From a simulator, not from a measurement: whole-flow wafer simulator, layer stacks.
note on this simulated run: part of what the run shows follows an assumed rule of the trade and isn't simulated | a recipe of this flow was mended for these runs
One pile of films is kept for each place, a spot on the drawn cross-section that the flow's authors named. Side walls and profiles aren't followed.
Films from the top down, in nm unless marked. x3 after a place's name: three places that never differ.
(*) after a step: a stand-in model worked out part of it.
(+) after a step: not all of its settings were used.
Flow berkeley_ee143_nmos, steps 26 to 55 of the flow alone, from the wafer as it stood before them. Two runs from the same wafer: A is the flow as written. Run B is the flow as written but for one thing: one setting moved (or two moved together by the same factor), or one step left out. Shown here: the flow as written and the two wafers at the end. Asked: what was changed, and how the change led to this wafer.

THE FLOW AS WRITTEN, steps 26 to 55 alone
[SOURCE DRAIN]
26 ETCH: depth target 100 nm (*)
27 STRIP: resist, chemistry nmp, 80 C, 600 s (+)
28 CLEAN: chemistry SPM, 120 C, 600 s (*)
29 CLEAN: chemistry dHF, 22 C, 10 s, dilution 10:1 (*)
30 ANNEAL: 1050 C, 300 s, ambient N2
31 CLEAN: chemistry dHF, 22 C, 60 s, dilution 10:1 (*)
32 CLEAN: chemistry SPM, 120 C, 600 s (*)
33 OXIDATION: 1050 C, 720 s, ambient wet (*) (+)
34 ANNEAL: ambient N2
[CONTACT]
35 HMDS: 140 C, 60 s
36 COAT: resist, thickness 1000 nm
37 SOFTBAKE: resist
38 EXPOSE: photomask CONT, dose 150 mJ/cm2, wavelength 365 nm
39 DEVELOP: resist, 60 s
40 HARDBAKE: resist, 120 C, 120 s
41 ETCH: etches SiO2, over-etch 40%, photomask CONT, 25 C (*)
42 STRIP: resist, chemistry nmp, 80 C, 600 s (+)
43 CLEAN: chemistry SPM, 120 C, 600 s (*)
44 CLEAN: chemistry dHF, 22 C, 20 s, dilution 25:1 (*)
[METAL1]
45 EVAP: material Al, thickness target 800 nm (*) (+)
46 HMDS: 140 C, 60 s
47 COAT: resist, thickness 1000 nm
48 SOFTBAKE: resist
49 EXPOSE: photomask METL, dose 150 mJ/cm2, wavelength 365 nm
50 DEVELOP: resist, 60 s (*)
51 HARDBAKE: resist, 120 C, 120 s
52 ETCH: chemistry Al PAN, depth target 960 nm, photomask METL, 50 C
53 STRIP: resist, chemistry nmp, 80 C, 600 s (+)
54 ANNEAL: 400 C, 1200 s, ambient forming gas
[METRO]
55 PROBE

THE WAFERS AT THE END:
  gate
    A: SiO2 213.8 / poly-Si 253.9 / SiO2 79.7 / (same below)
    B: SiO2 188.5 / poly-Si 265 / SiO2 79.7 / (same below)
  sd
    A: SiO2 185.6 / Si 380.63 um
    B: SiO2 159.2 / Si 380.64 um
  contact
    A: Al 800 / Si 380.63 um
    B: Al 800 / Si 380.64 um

The cause: step 33, OXIDATION: 1032 C was run, where the flow has 1050 C.

How the change led to this, step by step:
  33 OXIDATION: 1050 C, 720 s, ambient wet (*) (+)
      sd, contact: A SiO2 +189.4 (new film), chemical SiO2 -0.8 (all of it), Si -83 | B SiO2 +163 (new film), chemical SiO2 -0.8 (all of it), Si -71.4
      gate: A SiO2 +217.6 (new film), chemical SiO2 -0.8 (all of it), poly-Si -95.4 | B SiO2 +192.4 (new film), chemical SiO2 -0.8 (all of it), poly-Si -84.3
      (and at 1 more place)
  41 ETCH: etches SiO2, over-etch 40%, photomask CONT, 25 C (*)
      contact: A SiO2 -189.4 (all of it) | B SiO2 -163 (all of it)
